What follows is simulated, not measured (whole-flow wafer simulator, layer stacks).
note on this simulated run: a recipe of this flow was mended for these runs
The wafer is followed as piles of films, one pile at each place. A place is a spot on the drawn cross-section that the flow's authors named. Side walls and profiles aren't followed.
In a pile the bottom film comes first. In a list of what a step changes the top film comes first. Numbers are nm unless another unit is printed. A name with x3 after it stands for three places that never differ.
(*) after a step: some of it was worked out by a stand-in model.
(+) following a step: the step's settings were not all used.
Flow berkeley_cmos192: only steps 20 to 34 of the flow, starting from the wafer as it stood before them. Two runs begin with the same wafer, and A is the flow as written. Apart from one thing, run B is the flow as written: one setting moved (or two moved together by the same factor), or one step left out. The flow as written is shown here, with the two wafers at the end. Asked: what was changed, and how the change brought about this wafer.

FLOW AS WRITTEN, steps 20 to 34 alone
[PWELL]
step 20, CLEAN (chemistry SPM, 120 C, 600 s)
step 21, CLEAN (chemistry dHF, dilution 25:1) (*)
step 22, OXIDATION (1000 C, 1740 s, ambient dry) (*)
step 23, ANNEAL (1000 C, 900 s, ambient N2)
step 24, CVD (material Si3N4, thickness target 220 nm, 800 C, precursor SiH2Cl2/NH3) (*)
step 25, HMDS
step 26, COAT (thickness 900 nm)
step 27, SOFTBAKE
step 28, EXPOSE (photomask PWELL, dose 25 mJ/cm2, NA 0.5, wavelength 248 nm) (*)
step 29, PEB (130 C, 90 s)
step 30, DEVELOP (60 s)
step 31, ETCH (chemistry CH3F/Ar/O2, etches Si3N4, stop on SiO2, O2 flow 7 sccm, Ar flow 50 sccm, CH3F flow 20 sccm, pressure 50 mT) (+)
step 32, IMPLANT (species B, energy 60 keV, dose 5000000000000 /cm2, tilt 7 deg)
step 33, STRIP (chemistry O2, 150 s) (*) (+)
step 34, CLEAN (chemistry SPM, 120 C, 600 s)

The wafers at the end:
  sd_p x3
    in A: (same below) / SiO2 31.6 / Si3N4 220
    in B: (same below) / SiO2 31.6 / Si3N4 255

Cause: step 24, CVD: thickness target 255 nm was run, while the flow as written has thickness target 220 nm.
The wafer itself shows it: sd_p x3 has Si3N4 255, and step 24 as written asks for 220 nm.

Step by step, how the change led to this:
  step 24, CVD (material Si3N4, thickness target 220 nm, 800 C, precursor SiH2Cl2/NH3) (*)
      field x6, sd_p x3: A +220 Si3N4 (new film) | B +255 Si3N4 (new film)
  step 31, ETCH (chemistry CH3F/Ar/O2, etches Si3N4, stop on SiO2, O2 flow 7 sccm, Ar flow 50 sccm, CH3F flow 20 sccm, pressure 50 mT) (+)
      field x6: A -220 Si3N4 (all of it), -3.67 SiO2 | B -255 Si3N4 (all of it), -3.67 SiO2
      sd_p x3: A -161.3 KrF-resist | B -184.7 KrF-resist
  step 33, STRIP (chemistry O2, 150 s) (*) (+)
      sd_p x3: A -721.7 KrF-resist (all of it) | B -698.4 KrF-resist (all of it)
